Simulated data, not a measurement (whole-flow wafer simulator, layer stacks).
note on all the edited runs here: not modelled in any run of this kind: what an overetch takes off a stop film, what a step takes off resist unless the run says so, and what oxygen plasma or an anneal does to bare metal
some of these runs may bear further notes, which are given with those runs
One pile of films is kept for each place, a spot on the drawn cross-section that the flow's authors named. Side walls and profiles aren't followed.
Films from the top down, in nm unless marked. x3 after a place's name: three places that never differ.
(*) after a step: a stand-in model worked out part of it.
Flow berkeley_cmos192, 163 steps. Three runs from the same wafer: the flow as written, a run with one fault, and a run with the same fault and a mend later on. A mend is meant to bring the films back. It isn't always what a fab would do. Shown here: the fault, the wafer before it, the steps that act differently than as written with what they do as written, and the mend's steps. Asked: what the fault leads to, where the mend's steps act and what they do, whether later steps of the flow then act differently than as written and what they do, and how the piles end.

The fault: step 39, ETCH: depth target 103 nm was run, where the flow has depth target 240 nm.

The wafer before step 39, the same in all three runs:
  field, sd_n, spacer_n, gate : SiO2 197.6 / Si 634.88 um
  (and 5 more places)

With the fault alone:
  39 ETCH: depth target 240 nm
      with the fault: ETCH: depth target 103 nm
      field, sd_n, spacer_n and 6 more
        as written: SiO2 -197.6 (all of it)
        with the fault: SiO2 -103
  Later steps of the flow that act differently than as written (26 more steps differ only slightly, by at most 2% or 0.5 nm, whichever is larger, and aren't shown):
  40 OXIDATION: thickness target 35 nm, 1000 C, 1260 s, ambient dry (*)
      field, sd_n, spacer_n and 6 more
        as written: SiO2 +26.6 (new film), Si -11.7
        with the fault: SiO2 +11.9, Si -5.26
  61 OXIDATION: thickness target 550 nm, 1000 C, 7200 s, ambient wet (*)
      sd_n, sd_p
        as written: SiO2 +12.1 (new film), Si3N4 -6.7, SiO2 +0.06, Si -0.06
        with the fault: SiO2 +12.1 (new film), Si3N4 -6.7
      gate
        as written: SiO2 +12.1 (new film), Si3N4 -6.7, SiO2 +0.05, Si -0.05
        with the fault: SiO2 +12.1 (new film), Si3N4 -6.7
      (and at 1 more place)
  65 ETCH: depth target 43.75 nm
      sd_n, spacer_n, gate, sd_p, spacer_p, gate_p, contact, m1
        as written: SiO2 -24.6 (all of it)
        with the fault: SiO2 -43.7
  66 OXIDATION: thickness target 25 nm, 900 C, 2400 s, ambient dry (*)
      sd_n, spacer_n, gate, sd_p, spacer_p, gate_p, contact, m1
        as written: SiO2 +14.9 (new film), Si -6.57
        with the fault: SiO2 +7.74, Si -3.4
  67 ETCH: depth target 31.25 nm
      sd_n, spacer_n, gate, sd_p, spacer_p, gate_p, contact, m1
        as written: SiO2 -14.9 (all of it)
        with the fault: SiO2 -31.2
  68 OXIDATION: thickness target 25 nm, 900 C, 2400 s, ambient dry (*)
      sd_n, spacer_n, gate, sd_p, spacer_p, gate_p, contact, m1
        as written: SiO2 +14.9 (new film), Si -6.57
        with the fault: SiO2 +7.57, Si -3.33
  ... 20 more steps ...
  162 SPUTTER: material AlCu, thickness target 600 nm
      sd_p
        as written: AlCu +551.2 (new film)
        with the fault: AlCu +525.8 (new film)
  At the end the piles differ from the flow's by more than 2% or 0.5 nm, whichever is larger, at field, spacer_n, gate, sd_p, spacer_p, gate_p.
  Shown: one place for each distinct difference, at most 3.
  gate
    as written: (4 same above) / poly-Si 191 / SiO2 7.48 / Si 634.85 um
    with the fault: (4 same above) / poly-Si 191 / SiO2 17.6 / Si 634.86 um
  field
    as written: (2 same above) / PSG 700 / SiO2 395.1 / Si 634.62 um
    with the fault: (2 same above) / PSG 700 / SiO2 424.1 / Si 634.65 um
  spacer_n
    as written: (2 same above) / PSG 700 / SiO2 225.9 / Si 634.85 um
    with the fault: (2 same above) / PSG 700 / SiO2 236.1 / Si 634.86 um

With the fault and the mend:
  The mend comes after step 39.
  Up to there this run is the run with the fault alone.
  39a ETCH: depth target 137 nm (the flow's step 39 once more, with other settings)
      field, sd_n, spacer_n and 6 more
        SiO2 -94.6 (all of it)
  No later step of the flow acts differently than as written at any place that is followed.
  At the end the piles are the same as the flow's at every place that both follow.
